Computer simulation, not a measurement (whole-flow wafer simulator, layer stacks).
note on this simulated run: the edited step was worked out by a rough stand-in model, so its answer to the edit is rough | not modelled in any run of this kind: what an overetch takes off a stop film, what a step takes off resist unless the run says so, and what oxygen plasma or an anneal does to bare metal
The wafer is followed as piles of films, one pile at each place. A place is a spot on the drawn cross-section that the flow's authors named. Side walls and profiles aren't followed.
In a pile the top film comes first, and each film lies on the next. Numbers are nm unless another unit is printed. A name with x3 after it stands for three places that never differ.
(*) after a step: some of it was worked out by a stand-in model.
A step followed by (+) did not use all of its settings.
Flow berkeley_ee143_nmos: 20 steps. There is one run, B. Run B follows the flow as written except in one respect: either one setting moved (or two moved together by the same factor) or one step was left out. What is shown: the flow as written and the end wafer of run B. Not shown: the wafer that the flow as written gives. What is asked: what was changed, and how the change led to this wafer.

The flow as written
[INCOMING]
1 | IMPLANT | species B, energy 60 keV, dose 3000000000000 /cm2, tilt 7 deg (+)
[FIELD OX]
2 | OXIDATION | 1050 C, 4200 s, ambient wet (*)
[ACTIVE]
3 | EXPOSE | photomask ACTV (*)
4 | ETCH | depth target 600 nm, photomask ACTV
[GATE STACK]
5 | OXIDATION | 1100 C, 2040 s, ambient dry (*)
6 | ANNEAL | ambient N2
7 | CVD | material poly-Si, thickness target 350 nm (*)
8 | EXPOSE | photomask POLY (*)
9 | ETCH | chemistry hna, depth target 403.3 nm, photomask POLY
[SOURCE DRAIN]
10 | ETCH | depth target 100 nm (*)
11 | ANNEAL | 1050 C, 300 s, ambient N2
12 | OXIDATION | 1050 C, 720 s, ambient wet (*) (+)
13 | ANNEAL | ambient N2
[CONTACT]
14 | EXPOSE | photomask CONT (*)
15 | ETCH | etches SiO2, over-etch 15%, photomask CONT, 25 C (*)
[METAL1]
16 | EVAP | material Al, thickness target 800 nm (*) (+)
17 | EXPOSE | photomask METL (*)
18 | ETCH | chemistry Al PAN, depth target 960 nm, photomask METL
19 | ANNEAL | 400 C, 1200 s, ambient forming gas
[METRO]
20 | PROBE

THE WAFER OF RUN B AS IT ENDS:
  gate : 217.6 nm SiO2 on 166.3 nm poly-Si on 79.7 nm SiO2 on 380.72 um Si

What caused this: step 7, CVD: thickness target 262 nm was run, whereas the flow has thickness target 350 nm.

Step by step, how the change led to this:
  7 | CVD | material poly-Si, thickness target 350 nm (*)
      gate, sd, contact, field: +262 poly-Si (new film) (as written it would have been: +350 poly-Si (new film))
  9 | ETCH | chemistry hna, depth target 403.3 nm, photomask POLY
      sd, contact, field: -262 poly-Si (all of it) (as written it would have been: -350 poly-Si (all of it))
